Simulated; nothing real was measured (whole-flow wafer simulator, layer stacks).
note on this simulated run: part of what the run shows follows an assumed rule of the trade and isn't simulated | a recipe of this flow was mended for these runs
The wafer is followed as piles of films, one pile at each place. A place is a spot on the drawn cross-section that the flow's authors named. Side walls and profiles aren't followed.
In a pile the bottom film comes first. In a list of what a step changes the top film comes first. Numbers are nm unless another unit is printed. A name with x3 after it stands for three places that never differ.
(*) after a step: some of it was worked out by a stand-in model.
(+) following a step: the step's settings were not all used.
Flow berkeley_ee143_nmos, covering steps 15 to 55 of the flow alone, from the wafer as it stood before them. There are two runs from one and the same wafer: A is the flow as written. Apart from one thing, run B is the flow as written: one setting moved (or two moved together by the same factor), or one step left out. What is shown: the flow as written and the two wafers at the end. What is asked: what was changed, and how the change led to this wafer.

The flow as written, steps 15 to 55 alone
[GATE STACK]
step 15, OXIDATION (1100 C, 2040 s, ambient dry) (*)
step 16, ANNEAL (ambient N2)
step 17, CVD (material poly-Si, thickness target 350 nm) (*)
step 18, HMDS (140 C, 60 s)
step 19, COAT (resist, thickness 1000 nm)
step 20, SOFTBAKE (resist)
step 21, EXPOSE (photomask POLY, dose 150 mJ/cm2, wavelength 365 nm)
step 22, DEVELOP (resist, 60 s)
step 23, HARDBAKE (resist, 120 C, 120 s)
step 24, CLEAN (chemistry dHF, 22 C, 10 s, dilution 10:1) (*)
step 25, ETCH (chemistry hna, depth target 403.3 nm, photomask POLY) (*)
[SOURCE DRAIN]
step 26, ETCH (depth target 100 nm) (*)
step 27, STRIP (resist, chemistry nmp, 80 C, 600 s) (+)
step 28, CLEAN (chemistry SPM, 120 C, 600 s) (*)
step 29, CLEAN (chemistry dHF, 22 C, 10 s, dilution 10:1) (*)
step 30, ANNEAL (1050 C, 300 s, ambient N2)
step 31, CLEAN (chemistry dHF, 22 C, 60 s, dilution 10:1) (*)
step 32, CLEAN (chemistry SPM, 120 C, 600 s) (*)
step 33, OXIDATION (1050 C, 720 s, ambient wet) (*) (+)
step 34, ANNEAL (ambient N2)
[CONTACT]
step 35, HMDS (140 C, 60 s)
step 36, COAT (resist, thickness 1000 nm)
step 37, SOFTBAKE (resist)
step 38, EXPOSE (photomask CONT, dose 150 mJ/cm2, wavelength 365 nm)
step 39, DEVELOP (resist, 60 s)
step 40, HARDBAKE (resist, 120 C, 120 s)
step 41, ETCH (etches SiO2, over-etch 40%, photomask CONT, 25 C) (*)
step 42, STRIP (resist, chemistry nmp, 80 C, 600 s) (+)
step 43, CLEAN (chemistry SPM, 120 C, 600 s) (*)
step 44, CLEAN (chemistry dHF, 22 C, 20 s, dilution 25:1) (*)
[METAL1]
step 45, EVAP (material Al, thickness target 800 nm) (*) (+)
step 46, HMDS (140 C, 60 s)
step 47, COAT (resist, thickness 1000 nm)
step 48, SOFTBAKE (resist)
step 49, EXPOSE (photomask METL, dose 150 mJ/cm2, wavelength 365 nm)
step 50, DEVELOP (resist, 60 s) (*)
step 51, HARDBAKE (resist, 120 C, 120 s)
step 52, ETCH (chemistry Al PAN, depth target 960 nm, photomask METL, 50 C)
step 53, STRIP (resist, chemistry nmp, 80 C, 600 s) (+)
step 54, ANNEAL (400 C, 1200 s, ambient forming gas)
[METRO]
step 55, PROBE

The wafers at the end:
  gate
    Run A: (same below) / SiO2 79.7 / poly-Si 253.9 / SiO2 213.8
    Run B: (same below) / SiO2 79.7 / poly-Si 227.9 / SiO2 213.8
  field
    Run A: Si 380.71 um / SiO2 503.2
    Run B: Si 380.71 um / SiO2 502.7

Cause: step 17, CVD: thickness target 324 nm was run, while the flow as written has thickness target 350 nm.

Step by step, how the change led to this:
  step 17, CVD (material poly-Si, thickness target 350 nm) (*)
      gate, sd, contact, field: A poly-Si gains 350 (new film) | B poly-Si gains 324 (new film)
  step 25, ETCH (chemistry hna, depth target 403.3 nm, photomask POLY) (*)
      sd, contact, field: A poly-Si loses 350 (all of it), SiO2 loses 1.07 | B poly-Si loses 324 (all of it), SiO2 loses 1.59
